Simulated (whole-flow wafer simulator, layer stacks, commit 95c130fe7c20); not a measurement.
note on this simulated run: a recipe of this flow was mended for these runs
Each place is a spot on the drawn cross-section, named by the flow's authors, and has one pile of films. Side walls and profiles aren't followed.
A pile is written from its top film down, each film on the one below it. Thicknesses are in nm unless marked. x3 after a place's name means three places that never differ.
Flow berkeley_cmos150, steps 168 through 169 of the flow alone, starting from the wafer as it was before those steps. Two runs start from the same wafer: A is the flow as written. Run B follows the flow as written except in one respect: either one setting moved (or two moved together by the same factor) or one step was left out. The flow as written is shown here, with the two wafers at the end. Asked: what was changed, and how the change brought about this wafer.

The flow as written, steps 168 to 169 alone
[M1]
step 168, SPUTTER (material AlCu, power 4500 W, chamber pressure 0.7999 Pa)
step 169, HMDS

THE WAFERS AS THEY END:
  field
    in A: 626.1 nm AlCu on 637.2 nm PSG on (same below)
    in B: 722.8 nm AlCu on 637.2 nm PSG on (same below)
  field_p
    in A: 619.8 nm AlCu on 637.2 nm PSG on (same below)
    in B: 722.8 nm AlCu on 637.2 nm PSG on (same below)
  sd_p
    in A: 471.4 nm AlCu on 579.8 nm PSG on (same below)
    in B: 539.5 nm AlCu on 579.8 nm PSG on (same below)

Cause: step 168, SPUTTER: power 5220 W was run, though the flow has power 4500 W.

Step by step, how the change led to this:
  step 168, SPUTTER (material AlCu, power 4500 W, chamber pressure 0.7999 Pa)
      field, sd_n, gate_n, gate_p, m1: A +626.1 AlCu (new film) | B +722.8 AlCu (new film)
      field_p: A +619.8 AlCu (new film) | B +722.8 AlCu (new film)
      (as well as at 2 more places)
